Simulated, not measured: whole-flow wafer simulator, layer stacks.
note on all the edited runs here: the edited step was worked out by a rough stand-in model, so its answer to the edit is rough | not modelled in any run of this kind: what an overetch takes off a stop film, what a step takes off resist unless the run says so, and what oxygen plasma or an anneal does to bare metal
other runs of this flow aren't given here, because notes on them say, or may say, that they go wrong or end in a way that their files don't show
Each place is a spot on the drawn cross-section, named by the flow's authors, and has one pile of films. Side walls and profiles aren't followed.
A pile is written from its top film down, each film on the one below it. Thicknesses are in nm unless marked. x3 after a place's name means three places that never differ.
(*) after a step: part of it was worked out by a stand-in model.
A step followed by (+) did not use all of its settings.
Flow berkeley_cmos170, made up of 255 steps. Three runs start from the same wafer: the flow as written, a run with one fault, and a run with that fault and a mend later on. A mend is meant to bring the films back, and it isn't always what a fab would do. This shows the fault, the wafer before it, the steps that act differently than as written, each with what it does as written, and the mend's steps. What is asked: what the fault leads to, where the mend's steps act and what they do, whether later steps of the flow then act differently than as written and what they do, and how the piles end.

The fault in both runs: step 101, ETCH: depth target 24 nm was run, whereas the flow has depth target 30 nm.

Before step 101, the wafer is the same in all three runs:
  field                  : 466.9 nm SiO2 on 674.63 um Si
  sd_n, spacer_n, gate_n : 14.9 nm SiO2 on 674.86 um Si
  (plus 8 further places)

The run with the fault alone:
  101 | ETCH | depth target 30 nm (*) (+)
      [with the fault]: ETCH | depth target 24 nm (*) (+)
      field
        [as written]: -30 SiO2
        [with the fault]: -24 SiO2
  Steps further on in the flow that do not act as written (not shown: 39 more steps that differ only slightly, by at most 2% or 0.5 nm, whichever is larger):
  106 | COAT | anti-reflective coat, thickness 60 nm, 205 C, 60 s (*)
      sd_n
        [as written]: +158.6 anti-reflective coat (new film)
        [with the fault]: +162.5 anti-reflective coat (new film)
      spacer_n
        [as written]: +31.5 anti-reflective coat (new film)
        [with the fault]: +30.1 anti-reflective coat (new film)
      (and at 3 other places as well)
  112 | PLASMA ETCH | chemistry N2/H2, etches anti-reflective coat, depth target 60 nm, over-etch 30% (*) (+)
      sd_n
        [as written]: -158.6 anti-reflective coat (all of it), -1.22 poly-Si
        [with the fault]: -162.5 anti-reflective coat (all of it), -1.25 poly-Si
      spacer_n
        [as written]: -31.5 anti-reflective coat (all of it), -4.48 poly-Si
        [with the fault]: -30.1 anti-reflective coat (all of it), -4.65 poly-Si
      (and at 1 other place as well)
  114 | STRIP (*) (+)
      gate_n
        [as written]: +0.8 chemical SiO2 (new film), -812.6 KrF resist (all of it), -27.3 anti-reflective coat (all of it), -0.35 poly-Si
        [with the fault]: +0.8 chemical SiO2 (new film), -817.2 KrF resist (all of it), -25.9 anti-reflective coat (all of it), -0.35 poly-Si
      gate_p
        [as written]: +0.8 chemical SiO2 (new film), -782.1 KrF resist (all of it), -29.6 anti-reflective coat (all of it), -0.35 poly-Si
        [with the fault]: +0.8 chemical SiO2 (new film), -785.1 KrF resist (all of it), -28.7 anti-reflective coat (all of it), -0.35 poly-Si
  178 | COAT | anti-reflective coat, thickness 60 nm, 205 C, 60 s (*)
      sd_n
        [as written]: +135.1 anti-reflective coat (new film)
        [with the fault]: +138.5 anti-reflective coat (new film)
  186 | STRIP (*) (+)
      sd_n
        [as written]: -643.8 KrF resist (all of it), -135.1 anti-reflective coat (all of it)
        [with the fault]: -643.4 KrF resist (all of it), -138.5 anti-reflective coat (all of it)
  The piles end only slightly different from the flow's at the places that both follow, by no more than 2% or 0.5 nm, whichever is larger.

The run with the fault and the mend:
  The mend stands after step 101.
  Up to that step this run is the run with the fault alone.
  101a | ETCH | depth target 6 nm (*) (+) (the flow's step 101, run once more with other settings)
      field
        -6 SiO2
  None of the later steps of the flow acts differently than as written at any place that is followed.
  By the end, the piles equal the flow's at every place that both follow.
